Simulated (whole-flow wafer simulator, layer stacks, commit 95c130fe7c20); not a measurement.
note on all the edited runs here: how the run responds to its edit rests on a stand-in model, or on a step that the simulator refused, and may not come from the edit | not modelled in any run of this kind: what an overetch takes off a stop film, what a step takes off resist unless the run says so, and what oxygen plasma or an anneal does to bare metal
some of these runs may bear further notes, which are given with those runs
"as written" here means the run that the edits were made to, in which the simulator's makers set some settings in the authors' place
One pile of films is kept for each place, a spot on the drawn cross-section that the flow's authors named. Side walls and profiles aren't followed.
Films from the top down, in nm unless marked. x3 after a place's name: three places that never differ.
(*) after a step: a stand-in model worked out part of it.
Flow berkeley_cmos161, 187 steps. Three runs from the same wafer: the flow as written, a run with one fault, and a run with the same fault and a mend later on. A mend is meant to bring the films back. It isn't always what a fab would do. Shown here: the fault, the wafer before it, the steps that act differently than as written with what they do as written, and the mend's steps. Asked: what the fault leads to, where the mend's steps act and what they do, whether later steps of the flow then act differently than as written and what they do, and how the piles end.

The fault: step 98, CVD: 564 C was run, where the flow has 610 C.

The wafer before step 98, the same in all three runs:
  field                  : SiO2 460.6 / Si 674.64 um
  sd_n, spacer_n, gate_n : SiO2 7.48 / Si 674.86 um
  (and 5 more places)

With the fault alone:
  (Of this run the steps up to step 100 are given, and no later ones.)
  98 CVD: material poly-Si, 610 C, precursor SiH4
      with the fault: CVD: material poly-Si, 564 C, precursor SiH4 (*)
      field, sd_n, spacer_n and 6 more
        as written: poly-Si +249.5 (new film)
        with the fault: poly-Si +89.2 (new film)
  No later step of the flow up to step 100 acts differently than as written at any place that is followed.
  After step 100 the piles differ from the flow's by more than 2% or 0.5 nm, whichever is larger, at field, sd_n, spacer_n and 6 more.
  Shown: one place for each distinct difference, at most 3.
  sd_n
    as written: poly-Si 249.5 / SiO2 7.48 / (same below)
    with the fault: poly-Si 89.2 / SiO2 7.48 / (same below)
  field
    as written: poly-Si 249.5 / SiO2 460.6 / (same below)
    with the fault: poly-Si 89.2 / SiO2 460.6 / (same below)

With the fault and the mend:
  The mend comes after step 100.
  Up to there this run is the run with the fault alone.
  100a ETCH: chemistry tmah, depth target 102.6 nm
      field, sd_n, spacer_n and 6 more
        poly-Si -89.2 (all of it)
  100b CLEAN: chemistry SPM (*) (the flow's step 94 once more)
      changes no film at any place that is followed
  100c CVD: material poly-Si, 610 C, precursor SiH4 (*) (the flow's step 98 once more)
      field, sd_n, spacer_n and 6 more
        poly-Si +249.5 (new film)
  No later step of the flow acts differently than as written, at any place that is followed, by more than 2% or 0.5 nm, whichever is larger.
  At the end the piles are the same as the flow's at every place that both follow.
